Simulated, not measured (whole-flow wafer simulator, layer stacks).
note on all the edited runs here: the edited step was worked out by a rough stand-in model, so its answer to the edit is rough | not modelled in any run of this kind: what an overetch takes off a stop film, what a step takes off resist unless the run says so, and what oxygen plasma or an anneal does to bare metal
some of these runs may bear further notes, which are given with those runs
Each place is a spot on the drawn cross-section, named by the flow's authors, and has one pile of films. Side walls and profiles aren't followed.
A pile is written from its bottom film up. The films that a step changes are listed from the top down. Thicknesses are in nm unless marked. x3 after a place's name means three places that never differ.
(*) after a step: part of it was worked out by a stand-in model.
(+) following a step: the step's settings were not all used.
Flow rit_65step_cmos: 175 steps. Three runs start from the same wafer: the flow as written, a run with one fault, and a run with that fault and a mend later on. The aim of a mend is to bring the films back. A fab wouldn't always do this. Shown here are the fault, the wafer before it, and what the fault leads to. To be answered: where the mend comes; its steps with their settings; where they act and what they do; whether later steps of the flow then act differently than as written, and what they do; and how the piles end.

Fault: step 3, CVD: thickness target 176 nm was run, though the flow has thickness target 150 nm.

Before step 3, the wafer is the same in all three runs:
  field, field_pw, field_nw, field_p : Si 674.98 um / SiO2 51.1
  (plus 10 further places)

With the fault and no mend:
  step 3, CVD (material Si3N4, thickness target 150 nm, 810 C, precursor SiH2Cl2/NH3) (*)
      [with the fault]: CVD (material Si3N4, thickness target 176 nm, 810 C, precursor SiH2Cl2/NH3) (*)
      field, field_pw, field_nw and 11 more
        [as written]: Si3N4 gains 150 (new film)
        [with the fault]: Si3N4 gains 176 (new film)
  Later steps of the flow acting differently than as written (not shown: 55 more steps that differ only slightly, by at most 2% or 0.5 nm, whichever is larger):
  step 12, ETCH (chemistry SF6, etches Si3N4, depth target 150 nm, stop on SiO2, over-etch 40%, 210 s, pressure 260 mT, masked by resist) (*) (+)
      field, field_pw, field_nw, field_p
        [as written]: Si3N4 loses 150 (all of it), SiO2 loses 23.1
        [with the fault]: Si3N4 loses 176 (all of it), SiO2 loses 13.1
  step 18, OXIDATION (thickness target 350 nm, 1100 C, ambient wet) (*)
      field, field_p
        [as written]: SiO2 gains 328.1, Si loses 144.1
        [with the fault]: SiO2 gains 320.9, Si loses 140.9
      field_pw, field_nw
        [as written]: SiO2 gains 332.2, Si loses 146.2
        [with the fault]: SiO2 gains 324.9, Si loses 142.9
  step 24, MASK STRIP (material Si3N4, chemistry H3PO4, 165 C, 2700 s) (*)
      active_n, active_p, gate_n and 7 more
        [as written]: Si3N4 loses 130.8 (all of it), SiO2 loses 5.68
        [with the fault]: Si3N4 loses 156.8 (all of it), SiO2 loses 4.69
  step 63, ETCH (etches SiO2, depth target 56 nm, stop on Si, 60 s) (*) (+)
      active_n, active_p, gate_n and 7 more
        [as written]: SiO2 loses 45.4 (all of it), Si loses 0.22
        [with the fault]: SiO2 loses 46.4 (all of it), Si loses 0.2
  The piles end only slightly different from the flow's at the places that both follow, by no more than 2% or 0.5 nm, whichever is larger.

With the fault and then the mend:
  The mend follows step 4.
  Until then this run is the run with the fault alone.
  step 4a, ETCH (chemistry h3po4, depth target 202.4 nm)
      field, field_pw, field_nw and 11 more
        Si3N4 loses 176 (all of it)
  step 4b, CLEAN (chemistry SC2, 75 C, 600 s)
      leaves every film unchanged at each place that is followed
  step 4c, CVD (material Si3N4, thickness target 150 nm, 810 C, precursor SiH2Cl2/NH3) (*) (a further turn of the flow's step 3)
      field, field_pw, field_nw and 11 more
        Si3N4 gains 150 (new film)
  Every later step of the flow that is run acts as written at every place that is followed.
  By the end, the piles equal the flow's at every place that both follow.
